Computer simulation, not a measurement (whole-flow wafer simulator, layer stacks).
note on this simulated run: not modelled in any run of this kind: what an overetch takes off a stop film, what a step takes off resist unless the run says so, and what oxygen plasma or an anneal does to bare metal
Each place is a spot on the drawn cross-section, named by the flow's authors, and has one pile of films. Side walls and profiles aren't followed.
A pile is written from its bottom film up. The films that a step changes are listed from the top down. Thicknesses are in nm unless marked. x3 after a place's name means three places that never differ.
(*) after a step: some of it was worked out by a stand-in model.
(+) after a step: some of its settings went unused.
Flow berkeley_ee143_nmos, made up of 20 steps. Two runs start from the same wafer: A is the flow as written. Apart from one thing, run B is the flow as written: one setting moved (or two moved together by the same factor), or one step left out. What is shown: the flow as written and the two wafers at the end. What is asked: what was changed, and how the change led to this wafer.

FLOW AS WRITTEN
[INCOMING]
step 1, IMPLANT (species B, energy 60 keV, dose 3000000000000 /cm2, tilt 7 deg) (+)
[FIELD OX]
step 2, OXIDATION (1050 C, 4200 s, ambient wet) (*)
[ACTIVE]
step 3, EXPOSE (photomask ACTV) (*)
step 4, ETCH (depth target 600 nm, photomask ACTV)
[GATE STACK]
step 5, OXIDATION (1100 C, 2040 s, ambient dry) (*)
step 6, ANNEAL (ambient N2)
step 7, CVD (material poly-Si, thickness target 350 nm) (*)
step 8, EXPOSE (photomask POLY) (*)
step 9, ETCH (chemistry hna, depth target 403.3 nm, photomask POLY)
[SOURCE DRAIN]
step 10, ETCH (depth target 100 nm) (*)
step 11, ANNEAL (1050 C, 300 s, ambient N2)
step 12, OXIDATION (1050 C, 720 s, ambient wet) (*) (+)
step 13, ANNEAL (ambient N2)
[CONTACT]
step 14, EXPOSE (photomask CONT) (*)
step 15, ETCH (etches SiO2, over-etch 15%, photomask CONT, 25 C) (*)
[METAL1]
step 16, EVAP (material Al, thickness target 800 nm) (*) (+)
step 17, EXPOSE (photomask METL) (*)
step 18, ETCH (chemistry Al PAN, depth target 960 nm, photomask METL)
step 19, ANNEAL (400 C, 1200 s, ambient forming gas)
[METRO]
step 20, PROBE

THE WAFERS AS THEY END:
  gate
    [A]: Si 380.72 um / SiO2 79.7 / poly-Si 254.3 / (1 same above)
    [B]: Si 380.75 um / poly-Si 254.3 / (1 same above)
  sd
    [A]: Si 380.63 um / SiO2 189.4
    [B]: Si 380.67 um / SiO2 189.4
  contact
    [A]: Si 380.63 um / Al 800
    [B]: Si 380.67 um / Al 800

What caused this: step 5, OXIDATION: 1100 C, 2040 s, ambient dry (*), was skipped.

How this came from the change, step by step:
  step 10, ETCH (depth target 100 nm) (*)
      sd, contact: A SiO2 loses 79.7 (all of it) | B nothing
